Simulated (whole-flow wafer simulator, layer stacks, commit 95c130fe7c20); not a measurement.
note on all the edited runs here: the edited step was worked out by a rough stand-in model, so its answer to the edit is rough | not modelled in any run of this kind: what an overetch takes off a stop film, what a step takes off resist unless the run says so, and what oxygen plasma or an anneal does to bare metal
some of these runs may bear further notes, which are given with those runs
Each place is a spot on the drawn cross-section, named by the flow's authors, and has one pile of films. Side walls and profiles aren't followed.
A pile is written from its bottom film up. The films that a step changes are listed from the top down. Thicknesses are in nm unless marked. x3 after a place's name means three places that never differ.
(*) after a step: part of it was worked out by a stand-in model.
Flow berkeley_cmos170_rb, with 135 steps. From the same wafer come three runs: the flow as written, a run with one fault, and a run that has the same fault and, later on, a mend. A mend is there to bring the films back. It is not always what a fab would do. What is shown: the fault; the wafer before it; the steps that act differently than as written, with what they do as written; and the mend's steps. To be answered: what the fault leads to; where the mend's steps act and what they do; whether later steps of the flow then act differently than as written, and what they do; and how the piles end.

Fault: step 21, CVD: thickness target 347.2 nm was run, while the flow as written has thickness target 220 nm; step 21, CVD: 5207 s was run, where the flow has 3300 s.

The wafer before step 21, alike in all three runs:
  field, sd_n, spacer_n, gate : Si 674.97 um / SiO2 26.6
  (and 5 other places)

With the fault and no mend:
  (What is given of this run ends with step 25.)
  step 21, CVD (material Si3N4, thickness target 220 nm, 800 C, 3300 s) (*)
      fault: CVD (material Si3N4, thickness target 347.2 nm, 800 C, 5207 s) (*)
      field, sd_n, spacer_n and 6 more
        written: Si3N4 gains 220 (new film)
        fault: Si3N4 gains 347.2 (new film)
  Every later step of the flow up to step 25 that is run acts as written at every place that is followed.
  The piles after step 25 differ from the flow's at field, sd_n, spacer_n and 6 more by more than 2% or 0.5 nm, whichever is larger.
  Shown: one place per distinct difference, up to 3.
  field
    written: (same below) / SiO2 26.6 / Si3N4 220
    fault: (same below) / SiO2 26.6 / Si3N4 347.2
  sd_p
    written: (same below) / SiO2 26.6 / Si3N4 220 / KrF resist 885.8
    fault: (same below) / SiO2 26.6 / Si3N4 347.2 / KrF resist 885.8

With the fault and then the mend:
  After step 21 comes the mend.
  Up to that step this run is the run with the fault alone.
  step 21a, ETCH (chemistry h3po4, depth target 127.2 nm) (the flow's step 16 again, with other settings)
      field, sd_n, spacer_n and 6 more
        Si3N4 loses 127.2
  Every later step of the flow that is run acts as written at every place that is followed.
  By the end, the piles equal the flow's at every place that both follow.
